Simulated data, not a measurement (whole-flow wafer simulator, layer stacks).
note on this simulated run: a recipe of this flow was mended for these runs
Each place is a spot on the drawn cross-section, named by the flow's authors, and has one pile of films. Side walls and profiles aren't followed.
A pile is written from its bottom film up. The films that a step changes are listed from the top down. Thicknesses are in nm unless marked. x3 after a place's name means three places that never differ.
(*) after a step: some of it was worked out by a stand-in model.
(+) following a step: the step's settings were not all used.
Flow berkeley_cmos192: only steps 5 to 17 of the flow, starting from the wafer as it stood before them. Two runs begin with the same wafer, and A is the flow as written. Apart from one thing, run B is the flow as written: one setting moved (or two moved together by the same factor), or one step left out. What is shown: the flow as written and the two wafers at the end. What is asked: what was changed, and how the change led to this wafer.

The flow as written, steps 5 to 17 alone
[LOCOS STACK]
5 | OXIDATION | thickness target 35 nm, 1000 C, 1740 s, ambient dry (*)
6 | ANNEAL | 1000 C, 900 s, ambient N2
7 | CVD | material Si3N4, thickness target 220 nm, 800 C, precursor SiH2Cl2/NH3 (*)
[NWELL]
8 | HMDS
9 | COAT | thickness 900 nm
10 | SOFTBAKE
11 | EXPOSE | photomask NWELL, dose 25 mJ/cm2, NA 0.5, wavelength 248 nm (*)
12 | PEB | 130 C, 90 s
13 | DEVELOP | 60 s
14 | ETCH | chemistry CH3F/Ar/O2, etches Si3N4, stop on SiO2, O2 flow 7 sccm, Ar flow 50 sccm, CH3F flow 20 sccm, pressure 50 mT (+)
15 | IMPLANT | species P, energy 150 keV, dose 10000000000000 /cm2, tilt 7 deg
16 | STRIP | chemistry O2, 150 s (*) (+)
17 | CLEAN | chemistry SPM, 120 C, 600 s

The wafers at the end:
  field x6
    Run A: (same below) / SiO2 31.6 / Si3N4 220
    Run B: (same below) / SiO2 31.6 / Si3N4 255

What caused this: step 7, CVD: thickness target 255 nm was run, though the flow has thickness target 220 nm.
One can read it off the wafer: field x6 has Si3N4 255, and step 7 as written asks for 220 nm.

Step by step, how the change led to this:
  7 | CVD | material Si3N4, thickness target 220 nm, 800 C, precursor SiH2Cl2/NH3 (*)
      field x6, sd_p x3: A Si3N4 gains 220 (new film) | B Si3N4 gains 255 (new film)
  14 | ETCH | chemistry CH3F/Ar/O2, etches Si3N4, stop on SiO2, O2 flow 7 sccm, Ar flow 50 sccm, CH3F flow 20 sccm, pressure 50 mT (+)
      field x6: A KrF-resist loses 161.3 | B KrF-resist loses 184.7
      sd_p x3: A Si3N4 loses 220 (all of it), SiO2 loses 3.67 | B Si3N4 loses 255 (all of it), SiO2 loses 3.67
  16 | STRIP | chemistry O2, 150 s (*) (+)
      field x6: A KrF-resist loses 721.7 (all of it) | B KrF-resist loses 698.4 (all of it)
